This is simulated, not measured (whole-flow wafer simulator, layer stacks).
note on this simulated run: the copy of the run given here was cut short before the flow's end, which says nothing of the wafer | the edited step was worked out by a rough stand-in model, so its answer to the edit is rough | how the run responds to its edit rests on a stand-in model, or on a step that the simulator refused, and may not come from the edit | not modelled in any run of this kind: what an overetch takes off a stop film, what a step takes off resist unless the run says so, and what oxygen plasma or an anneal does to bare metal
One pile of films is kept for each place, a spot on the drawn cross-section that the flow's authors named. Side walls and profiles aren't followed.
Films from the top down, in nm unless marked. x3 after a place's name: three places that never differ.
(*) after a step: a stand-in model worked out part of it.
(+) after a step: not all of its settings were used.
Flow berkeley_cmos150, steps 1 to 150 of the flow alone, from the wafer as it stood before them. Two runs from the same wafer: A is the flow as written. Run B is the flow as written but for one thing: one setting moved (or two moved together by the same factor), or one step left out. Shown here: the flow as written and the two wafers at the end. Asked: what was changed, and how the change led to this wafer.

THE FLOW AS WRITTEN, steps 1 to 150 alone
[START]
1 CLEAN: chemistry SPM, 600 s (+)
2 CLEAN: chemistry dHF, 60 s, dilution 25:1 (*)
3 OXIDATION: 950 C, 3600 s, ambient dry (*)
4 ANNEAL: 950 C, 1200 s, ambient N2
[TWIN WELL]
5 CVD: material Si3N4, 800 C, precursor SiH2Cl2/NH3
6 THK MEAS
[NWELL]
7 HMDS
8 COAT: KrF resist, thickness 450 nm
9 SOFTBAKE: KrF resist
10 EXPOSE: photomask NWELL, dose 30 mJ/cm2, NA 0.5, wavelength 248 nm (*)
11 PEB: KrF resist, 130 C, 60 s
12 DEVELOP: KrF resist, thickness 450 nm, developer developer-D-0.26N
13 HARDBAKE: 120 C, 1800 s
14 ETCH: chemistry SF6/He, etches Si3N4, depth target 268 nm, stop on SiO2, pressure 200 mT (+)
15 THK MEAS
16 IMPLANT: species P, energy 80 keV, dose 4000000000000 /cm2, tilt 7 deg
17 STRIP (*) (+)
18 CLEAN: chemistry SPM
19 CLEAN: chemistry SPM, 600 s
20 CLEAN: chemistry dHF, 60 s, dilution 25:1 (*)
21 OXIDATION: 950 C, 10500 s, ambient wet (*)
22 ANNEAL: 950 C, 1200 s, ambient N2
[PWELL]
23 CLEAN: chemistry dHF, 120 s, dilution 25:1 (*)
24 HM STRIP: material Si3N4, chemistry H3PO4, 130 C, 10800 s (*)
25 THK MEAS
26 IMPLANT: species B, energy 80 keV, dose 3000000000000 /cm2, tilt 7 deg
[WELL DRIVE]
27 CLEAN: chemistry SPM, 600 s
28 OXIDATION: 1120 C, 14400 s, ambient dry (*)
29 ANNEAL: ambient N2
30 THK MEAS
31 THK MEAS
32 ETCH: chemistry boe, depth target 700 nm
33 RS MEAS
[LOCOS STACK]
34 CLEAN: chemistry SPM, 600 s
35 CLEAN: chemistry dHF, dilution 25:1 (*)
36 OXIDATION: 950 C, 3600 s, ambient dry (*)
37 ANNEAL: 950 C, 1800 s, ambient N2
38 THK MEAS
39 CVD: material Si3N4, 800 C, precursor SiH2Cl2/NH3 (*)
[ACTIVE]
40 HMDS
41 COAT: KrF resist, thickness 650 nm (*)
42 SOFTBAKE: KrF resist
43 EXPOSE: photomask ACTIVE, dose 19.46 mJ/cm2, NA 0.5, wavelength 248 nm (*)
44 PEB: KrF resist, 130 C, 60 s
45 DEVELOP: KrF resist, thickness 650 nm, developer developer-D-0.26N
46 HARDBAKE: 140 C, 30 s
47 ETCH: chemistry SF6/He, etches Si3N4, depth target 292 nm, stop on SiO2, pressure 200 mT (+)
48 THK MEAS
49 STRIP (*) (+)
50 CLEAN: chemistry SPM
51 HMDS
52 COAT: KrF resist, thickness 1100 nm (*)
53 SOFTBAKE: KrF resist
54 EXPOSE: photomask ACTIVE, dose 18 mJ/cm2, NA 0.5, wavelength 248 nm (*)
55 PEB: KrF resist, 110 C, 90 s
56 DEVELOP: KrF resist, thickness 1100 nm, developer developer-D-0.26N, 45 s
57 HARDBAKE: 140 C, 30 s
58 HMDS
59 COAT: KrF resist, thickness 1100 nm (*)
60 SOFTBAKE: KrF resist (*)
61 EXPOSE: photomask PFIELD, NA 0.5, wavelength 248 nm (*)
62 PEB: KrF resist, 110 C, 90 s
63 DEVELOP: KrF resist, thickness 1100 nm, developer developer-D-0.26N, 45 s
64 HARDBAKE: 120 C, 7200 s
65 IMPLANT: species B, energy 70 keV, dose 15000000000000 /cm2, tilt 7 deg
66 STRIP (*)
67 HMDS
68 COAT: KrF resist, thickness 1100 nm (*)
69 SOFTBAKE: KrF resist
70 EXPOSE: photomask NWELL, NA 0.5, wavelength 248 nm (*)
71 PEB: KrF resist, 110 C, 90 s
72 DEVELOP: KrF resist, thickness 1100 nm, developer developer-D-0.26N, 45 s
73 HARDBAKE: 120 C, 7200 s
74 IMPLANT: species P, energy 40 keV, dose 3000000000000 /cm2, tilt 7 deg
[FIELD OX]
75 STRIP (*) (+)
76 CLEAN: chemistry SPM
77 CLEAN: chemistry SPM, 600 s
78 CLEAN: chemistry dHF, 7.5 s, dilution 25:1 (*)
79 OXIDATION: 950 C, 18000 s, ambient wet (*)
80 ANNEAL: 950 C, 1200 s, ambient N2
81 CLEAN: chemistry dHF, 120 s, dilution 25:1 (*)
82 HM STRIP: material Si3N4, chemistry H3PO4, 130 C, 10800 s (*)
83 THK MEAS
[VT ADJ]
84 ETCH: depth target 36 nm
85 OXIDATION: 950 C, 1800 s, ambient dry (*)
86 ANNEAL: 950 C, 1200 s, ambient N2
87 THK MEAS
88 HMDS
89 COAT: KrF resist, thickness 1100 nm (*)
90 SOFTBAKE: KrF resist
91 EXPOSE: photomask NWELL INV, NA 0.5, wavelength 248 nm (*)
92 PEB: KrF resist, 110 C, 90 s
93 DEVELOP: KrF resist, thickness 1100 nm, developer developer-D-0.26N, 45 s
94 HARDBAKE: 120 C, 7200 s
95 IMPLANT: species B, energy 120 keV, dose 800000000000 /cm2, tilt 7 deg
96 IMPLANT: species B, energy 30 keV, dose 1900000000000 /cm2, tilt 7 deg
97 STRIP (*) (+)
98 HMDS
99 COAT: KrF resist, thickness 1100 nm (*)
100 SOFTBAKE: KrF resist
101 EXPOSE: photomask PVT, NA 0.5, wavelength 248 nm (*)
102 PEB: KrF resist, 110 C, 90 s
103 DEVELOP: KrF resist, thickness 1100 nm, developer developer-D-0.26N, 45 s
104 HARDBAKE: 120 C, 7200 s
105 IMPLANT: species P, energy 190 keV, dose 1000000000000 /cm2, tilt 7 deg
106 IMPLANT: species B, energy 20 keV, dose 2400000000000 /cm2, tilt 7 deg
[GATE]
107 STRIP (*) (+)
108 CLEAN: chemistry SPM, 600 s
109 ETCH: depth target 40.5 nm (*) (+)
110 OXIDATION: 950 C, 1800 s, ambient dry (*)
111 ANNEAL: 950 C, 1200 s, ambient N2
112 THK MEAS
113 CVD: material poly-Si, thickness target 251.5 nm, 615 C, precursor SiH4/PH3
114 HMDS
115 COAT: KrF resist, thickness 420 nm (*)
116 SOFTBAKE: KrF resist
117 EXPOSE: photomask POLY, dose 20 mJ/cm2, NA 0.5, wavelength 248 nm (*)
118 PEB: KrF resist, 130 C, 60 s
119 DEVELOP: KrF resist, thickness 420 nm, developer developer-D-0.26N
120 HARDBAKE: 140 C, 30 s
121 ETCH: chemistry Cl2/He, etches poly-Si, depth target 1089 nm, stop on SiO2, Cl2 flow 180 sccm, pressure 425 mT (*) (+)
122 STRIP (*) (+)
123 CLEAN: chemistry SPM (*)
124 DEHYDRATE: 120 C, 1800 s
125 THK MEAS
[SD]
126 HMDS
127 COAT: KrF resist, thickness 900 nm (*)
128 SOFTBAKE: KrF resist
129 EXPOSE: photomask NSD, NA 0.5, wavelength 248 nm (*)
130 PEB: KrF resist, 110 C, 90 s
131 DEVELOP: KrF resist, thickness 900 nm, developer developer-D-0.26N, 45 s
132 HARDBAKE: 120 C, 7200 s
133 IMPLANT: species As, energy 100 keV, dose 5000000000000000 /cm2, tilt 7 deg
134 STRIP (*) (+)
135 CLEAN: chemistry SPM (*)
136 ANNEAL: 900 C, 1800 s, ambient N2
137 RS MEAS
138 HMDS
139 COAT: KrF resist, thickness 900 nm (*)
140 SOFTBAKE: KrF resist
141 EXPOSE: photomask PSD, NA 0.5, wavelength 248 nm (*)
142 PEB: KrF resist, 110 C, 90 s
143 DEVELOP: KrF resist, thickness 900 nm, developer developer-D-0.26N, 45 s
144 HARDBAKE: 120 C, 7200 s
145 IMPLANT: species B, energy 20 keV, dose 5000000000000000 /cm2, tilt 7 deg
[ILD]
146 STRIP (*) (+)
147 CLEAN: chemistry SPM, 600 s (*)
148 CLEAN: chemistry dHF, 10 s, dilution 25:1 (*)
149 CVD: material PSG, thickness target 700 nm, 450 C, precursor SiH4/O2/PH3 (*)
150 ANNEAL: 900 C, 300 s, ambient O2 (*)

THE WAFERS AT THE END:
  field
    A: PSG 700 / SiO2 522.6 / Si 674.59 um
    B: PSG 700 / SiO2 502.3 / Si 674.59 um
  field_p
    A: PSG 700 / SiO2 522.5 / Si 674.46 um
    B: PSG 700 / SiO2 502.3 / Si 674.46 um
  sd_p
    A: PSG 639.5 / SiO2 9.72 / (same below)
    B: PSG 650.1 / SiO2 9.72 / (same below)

The cause: step 109, ETCH: depth target 60.8 nm was run, where the flow has depth target 40.5 nm.

How the change led to this, step by step:
  109 ETCH: depth target 40.5 nm (*) (+)
      field, field_p: A SiO2 -40.5 | B SiO2 -60.8
  115 COAT: KrF resist, thickness 420 nm (*)
      sd_n: A KrF resist +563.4 (new film) | B KrF resist +546.1 (new film)
  119 DEVELOP: KrF resist, thickness 420 nm, developer developer-D-0.26N
      sd_n: A KrF resist -562.5 (all of it) | B KrF resist -545.3 (all of it)
  122 STRIP (*) (+)
      gate_n: A chemical SiO2 +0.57 (new film), KrF resist -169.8 (all of it), poly-Si -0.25 | B chemical SiO2 +0.57 (new film), KrF resist -164.5 (all of it), poly-Si -0.25
      gate_p: A chemical SiO2 +0.57 (new film), KrF resist -206.4 (all of it), poly-Si -0.25 | B chemical SiO2 +0.57 (new film), KrF resist -200.6 (all of it), poly-Si -0.25
